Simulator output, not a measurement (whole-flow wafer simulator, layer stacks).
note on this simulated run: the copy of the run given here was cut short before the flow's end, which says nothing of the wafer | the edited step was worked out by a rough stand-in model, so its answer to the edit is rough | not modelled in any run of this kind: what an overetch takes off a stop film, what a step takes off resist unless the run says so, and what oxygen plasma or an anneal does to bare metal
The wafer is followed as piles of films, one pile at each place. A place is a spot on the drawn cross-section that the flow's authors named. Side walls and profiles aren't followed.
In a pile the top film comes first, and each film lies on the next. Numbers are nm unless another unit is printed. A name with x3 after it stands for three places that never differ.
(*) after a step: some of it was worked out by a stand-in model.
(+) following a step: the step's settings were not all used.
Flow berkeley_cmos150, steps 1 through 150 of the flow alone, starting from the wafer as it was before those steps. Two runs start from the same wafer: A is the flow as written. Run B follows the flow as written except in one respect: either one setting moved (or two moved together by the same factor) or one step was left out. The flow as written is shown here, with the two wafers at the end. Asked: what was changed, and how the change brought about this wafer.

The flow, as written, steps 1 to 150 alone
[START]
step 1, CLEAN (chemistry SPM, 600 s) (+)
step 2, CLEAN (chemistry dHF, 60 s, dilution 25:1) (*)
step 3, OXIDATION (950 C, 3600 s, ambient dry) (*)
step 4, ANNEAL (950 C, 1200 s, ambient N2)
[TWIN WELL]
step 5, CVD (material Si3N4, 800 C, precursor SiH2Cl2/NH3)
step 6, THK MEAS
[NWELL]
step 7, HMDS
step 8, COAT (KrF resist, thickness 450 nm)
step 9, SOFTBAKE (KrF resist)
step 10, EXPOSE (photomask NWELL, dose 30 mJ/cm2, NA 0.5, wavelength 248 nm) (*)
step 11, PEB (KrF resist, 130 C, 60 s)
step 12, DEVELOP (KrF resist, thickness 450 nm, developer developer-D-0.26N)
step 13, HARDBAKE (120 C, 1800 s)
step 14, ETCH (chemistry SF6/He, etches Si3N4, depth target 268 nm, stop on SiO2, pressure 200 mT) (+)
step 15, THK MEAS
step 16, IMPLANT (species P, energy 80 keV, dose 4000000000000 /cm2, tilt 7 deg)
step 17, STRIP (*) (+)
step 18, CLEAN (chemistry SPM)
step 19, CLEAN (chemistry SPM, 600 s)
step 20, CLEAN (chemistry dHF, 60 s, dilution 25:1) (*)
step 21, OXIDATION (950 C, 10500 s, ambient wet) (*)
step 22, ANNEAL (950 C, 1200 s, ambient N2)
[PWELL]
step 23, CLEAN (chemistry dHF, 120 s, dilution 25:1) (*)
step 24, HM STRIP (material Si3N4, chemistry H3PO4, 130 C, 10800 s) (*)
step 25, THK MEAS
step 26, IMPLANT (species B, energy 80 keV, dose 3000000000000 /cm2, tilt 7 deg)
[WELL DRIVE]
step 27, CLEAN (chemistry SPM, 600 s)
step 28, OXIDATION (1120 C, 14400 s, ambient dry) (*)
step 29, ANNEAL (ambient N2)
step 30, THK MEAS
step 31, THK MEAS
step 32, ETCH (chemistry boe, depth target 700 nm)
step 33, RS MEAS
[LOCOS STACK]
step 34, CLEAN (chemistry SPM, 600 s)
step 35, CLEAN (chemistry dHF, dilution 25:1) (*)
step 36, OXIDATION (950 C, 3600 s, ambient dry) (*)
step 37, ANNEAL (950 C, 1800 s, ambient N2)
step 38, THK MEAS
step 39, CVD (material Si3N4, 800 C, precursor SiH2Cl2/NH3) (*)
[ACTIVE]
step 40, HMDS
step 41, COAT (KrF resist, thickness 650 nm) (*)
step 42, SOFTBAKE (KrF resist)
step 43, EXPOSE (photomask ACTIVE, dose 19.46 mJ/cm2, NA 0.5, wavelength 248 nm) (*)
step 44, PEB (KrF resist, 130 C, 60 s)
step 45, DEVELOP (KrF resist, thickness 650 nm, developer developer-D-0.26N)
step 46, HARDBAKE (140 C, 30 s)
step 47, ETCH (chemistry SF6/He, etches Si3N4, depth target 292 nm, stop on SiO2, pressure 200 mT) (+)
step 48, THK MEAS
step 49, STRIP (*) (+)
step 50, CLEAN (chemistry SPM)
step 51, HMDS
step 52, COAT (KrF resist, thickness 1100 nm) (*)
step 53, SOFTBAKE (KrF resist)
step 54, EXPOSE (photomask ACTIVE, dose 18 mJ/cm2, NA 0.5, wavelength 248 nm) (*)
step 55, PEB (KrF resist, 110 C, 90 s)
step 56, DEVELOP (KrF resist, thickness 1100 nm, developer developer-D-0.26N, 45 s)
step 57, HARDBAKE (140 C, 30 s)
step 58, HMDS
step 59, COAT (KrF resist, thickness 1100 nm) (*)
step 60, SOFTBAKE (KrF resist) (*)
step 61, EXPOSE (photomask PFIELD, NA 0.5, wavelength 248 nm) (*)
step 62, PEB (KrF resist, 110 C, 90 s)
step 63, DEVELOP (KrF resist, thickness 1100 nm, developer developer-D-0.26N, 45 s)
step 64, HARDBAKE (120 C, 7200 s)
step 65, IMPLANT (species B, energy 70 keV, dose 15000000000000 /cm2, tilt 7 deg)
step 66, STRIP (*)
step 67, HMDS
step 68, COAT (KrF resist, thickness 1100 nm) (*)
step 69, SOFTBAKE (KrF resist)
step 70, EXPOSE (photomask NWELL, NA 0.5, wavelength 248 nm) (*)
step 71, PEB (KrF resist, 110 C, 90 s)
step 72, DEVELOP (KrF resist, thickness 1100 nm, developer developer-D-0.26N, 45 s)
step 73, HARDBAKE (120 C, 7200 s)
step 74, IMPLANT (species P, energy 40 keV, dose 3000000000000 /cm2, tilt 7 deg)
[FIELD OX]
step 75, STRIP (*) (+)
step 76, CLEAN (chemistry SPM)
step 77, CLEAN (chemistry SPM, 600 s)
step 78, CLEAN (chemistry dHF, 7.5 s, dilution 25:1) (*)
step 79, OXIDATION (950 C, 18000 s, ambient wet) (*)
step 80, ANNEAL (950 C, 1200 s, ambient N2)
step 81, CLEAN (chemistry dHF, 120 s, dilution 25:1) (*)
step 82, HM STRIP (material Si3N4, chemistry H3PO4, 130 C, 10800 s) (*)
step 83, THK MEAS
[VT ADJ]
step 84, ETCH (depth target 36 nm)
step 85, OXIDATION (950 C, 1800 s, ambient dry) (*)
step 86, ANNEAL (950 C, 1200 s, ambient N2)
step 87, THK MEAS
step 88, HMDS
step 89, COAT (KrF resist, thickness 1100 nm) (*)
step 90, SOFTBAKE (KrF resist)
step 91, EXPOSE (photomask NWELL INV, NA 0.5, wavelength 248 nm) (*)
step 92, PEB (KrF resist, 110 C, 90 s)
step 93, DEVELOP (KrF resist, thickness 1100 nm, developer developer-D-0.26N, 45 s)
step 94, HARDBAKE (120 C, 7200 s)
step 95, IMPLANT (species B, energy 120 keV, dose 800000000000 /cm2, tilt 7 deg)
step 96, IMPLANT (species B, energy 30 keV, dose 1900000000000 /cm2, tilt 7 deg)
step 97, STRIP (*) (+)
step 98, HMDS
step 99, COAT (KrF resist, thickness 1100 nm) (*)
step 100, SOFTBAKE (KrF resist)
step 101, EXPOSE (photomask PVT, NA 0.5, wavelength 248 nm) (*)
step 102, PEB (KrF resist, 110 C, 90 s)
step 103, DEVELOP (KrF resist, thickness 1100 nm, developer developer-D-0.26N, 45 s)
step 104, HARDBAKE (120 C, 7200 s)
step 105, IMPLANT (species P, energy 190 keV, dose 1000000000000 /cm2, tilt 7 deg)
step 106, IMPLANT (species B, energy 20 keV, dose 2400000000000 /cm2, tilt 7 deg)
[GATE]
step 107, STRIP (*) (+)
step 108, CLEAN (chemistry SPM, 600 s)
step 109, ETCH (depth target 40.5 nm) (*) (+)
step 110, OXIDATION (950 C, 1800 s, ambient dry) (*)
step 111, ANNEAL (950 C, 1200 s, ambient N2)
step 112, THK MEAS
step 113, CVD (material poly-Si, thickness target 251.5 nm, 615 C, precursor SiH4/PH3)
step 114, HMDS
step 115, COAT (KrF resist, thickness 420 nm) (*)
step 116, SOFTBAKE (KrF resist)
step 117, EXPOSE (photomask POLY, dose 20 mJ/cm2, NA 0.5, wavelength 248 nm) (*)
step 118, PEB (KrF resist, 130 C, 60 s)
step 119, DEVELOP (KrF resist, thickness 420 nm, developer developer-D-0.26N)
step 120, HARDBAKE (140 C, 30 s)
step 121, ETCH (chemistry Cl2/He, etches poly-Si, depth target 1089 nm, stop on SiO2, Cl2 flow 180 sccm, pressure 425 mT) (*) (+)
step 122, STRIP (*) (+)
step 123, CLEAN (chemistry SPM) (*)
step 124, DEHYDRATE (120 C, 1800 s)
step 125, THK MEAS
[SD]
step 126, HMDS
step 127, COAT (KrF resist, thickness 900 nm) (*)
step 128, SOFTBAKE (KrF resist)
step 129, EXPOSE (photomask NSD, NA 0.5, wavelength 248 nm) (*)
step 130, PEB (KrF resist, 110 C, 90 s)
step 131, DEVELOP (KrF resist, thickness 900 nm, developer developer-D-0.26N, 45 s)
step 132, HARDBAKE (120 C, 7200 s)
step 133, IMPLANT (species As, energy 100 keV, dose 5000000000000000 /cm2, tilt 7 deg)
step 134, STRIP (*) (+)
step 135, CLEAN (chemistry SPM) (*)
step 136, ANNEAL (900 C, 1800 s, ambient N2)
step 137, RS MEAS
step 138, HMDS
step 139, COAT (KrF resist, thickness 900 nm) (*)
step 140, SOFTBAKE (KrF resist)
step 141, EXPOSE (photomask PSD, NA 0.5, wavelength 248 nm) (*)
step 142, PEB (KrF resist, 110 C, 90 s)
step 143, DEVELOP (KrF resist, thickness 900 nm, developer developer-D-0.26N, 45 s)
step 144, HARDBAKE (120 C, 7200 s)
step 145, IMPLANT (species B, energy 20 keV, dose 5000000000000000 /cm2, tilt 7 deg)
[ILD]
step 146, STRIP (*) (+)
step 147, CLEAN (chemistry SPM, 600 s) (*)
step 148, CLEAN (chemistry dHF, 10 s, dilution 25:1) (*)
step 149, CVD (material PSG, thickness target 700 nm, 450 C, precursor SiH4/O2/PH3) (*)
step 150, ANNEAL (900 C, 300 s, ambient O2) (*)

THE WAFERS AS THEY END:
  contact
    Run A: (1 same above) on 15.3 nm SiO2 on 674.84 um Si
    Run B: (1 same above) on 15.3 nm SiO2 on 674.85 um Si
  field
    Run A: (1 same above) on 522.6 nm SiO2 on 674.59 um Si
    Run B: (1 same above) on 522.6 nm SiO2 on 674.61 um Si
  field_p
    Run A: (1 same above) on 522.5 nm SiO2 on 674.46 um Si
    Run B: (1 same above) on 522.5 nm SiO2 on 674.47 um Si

Cause: step 28, OXIDATION: 11520 s was run, while the flow as written has 14400 s.

The path from the change to this, step by step:
  step 28, OXIDATION (1120 C, 14400 s, ambient dry) (*)
      field, sd_n, gate_n, contact, m1: A SiO2 gains 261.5, Si loses 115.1 | B SiO2 gains 226.9, Si loses 99.8
      field_p, sd_p, gate_p: A SiO2 gains 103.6, Si loses 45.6 | B SiO2 gains 84.3, Si loses 37.1
  step 32, ETCH (chemistry boe, depth target 700 nm)
      field, sd_n, gate_n, contact, m1: A SiO2 loses 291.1 (all of it) | B SiO2 loses 256.5 (all of it)
      field_p, sd_p, gate_p: A SiO2 loses 555.5 (all of it) | B SiO2 loses 536.2 (all of it)
